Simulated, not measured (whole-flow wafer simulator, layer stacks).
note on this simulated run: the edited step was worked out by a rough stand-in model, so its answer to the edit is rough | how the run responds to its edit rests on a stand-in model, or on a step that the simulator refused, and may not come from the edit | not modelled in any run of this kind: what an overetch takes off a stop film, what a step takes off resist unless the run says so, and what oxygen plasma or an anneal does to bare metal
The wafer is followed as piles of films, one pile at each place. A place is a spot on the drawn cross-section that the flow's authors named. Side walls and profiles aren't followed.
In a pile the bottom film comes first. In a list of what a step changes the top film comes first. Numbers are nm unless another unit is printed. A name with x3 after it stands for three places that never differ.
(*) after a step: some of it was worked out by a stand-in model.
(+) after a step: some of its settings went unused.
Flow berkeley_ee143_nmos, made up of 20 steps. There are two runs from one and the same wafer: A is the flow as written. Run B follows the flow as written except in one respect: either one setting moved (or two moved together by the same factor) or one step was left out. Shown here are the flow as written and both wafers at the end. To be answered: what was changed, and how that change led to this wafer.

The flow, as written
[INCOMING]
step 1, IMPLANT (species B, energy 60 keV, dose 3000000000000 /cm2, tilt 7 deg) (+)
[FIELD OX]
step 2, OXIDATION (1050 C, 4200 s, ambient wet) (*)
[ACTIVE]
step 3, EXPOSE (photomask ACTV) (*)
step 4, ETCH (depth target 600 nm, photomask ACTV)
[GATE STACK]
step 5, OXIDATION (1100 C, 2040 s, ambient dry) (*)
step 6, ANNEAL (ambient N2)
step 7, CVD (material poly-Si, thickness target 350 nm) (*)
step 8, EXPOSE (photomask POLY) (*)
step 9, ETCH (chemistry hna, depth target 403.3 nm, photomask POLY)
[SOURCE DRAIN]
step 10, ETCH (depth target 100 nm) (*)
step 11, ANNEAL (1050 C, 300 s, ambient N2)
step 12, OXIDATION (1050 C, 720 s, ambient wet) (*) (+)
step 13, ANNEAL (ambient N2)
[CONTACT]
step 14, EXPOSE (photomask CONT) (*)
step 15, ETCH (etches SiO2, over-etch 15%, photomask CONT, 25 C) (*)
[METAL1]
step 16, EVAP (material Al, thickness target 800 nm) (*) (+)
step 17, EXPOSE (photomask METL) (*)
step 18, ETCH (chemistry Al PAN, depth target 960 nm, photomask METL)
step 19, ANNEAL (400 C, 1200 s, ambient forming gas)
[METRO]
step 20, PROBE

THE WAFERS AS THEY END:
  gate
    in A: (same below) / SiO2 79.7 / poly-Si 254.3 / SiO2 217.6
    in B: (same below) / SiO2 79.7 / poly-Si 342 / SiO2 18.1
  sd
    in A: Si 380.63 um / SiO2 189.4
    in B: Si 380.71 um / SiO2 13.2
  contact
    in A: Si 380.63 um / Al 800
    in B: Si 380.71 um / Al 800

Cause: step 12, OXIDATION: 840 C was run, though the flow has 1050 C.

How this came from the change, step by step:
  step 12, OXIDATION (1050 C, 720 s, ambient wet) (*) (+)
      sd, contact: A +189.4 SiO2 (new film), -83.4 Si | B +13.2 SiO2 (new film), -5.79 Si
      gate: A +217.6 SiO2 (new film), -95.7 poly-Si | B +18.1 SiO2 (new film), -7.95 poly-Si
      (also at 1 further place)
  step 15, ETCH (etches SiO2, over-etch 15%, photomask CONT, 25 C) (*)
      contact: A -189.4 SiO2 (all of it) | B -13.2 SiO2 (all of it)
